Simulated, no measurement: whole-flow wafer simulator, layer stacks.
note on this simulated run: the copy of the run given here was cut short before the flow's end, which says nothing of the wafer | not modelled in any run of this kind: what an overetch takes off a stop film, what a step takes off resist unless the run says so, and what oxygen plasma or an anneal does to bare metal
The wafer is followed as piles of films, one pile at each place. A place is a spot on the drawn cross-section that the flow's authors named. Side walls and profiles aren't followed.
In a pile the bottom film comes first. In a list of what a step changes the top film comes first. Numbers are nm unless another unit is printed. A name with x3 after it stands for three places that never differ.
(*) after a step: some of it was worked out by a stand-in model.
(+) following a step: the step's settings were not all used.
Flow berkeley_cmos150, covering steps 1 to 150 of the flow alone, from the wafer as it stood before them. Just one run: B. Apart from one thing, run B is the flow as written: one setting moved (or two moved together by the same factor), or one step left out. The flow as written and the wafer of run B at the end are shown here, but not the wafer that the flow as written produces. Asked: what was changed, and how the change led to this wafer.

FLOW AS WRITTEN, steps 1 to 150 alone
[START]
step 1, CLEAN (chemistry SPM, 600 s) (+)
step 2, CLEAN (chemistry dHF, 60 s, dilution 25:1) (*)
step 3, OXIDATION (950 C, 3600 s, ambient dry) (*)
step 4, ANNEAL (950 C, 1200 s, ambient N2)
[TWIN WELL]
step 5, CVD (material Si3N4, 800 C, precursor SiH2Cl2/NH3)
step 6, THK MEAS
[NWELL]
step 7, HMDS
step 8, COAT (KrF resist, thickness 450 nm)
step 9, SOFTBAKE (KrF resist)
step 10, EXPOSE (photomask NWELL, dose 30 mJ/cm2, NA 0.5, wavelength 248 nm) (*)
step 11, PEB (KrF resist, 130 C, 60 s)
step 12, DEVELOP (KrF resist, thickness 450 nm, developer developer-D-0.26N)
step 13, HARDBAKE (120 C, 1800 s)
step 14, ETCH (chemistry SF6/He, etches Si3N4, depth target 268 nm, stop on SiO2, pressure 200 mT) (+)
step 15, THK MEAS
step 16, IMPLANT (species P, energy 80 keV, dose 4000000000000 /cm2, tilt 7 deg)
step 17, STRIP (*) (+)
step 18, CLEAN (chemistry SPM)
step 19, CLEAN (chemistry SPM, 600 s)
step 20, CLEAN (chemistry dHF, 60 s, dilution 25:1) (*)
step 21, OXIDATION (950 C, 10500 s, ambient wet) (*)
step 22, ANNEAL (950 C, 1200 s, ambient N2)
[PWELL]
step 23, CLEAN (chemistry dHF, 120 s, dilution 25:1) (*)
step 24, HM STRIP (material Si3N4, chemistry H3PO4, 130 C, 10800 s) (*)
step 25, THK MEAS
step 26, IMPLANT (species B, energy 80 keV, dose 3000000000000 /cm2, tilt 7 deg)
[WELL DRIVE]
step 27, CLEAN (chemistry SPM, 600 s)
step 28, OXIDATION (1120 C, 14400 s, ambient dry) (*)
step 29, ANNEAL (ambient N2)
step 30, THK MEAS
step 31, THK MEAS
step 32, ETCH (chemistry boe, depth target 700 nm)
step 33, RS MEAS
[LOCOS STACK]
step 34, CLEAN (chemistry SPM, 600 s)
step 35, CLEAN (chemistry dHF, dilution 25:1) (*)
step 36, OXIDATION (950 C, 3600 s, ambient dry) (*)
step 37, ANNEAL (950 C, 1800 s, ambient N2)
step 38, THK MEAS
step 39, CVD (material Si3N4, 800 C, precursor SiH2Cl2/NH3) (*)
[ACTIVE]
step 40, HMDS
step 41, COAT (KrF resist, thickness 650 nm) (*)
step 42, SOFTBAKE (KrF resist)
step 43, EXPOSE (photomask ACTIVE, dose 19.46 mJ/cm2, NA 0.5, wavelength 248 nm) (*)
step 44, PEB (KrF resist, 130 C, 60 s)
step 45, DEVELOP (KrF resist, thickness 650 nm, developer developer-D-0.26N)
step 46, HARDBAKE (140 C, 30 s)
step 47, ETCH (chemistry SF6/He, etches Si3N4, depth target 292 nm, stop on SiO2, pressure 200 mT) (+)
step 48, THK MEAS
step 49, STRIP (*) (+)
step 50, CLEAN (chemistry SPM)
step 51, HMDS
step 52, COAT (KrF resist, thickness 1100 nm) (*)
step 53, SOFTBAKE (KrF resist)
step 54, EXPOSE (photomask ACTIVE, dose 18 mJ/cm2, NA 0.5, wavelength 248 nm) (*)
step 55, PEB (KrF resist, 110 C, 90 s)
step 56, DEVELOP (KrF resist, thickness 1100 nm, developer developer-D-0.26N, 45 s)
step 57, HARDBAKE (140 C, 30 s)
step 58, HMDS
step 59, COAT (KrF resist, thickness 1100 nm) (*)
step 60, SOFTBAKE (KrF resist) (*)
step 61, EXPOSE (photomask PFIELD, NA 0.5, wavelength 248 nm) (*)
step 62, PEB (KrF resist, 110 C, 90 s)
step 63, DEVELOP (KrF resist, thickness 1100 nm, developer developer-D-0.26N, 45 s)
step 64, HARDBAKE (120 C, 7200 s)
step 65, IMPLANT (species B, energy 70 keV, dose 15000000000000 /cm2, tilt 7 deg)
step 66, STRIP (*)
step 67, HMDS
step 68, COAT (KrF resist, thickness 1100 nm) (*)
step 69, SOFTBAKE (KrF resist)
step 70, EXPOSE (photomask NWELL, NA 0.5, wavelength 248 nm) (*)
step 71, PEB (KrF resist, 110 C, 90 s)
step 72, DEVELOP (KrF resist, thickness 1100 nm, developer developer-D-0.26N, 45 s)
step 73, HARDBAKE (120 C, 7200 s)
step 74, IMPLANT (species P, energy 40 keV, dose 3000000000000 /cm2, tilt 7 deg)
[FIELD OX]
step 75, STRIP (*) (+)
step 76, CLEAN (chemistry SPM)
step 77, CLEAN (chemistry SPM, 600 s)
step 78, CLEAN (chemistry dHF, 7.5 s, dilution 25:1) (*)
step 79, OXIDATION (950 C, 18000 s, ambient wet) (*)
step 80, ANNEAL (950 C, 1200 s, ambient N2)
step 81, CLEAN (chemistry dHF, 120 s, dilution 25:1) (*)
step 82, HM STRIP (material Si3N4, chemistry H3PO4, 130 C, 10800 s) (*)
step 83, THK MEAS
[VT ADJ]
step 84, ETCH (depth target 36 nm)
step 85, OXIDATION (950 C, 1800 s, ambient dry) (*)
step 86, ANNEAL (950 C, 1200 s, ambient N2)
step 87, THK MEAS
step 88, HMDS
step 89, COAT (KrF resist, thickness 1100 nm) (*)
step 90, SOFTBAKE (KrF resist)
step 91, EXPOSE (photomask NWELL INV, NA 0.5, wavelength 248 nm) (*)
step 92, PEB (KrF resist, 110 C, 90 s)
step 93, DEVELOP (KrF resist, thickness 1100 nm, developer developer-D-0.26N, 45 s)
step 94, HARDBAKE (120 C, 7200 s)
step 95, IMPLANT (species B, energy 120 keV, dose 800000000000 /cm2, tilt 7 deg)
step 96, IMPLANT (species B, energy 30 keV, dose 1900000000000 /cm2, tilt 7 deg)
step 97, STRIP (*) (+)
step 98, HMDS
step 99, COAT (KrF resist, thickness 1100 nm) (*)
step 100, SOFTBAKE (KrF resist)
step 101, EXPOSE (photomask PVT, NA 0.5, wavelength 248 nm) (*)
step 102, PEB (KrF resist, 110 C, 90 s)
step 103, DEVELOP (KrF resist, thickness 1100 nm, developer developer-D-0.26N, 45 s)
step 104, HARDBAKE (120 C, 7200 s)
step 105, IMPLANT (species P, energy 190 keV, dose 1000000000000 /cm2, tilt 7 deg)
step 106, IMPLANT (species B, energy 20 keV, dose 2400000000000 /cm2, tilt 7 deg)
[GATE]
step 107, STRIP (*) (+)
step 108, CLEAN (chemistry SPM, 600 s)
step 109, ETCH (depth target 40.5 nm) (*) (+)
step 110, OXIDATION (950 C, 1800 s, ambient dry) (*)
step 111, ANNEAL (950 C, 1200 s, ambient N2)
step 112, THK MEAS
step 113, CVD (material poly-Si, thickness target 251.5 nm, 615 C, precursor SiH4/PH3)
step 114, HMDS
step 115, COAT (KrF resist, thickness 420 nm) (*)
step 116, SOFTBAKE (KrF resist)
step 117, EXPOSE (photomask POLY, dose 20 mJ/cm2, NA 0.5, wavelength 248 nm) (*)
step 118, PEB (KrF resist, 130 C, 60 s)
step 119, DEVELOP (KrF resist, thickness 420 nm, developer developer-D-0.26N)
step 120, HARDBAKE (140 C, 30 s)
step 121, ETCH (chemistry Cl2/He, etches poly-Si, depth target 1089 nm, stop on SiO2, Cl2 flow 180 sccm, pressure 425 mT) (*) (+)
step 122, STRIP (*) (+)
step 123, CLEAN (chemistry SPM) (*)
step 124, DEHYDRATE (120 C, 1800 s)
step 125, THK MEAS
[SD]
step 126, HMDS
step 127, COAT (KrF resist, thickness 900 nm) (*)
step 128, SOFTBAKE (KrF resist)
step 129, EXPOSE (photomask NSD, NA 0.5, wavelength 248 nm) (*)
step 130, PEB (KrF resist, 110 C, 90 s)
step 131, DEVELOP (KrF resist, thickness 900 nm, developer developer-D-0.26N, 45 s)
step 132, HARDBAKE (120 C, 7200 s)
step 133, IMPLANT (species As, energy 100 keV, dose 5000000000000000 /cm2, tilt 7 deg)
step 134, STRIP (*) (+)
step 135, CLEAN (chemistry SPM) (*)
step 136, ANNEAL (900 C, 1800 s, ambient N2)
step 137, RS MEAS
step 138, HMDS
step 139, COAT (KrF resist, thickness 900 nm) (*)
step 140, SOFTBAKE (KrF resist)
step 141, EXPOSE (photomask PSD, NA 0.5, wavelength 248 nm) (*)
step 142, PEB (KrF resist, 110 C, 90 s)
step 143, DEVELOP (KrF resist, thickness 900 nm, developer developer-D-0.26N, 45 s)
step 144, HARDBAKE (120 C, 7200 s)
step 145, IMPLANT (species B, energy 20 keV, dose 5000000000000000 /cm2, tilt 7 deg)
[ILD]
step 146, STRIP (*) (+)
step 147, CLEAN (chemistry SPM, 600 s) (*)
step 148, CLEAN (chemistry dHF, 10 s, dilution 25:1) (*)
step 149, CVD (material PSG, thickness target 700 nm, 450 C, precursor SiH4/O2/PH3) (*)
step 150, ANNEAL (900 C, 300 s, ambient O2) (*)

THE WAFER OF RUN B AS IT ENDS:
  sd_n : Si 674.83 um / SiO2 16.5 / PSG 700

Cause: step 37, ANNEAL: 1092 C was run, though the flow has 950 C.

Step by step, how the change led to this:
  step 85, OXIDATION (950 C, 1800 s, ambient dry) (*)
      sd_n: SiO2 gains 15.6, Si loses 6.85 (it would be, as written: SiO2 gains 12.2, Si loses 5.35)
  step 109, ETCH (depth target 40.5 nm) (*) (+)
      sd_n: SiO2 loses 40.5 (it would be, as written: SiO2 loses 40.4 (all of it))
  step 110, OXIDATION (950 C, 1800 s, ambient dry) (*)
      sd_n: SiO2 gains 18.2, Si loses 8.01 (it would be, as written: SiO2 gains 20.4 (new film), Si loses 8.98)
